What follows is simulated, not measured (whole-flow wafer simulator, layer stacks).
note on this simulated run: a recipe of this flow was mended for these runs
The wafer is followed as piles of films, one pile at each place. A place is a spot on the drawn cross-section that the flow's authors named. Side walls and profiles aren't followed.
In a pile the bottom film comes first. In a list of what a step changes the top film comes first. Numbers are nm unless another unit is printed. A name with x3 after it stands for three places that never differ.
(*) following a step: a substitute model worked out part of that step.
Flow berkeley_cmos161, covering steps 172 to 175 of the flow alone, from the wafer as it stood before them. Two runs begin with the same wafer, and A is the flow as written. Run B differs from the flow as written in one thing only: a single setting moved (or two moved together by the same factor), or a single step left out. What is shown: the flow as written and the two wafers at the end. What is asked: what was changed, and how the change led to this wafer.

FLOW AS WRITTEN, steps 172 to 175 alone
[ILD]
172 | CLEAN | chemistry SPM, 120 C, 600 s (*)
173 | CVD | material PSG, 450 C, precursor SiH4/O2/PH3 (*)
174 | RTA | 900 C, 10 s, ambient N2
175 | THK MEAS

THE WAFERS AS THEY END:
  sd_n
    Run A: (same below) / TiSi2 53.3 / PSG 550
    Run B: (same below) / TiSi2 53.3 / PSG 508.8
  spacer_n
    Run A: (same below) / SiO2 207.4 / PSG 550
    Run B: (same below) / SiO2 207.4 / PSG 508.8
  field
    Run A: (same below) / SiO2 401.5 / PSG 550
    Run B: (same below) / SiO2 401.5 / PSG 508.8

Cause: step 173, CVD: 438 C was run, whereas the flow has 450 C.

Step by step, how the change led to this:
  173 | CVD | material PSG, 450 C, precursor SiH4/O2/PH3 (*)
      field, sd_n, spacer_n, gate_n, spacer_p, gate_p, contact x2: A PSG gains 550 (new film) | B PSG gains 508.8 (new film)
      sd_p: A PSG gains 522.4 (new film) | B PSG gains 483.7 (new film)
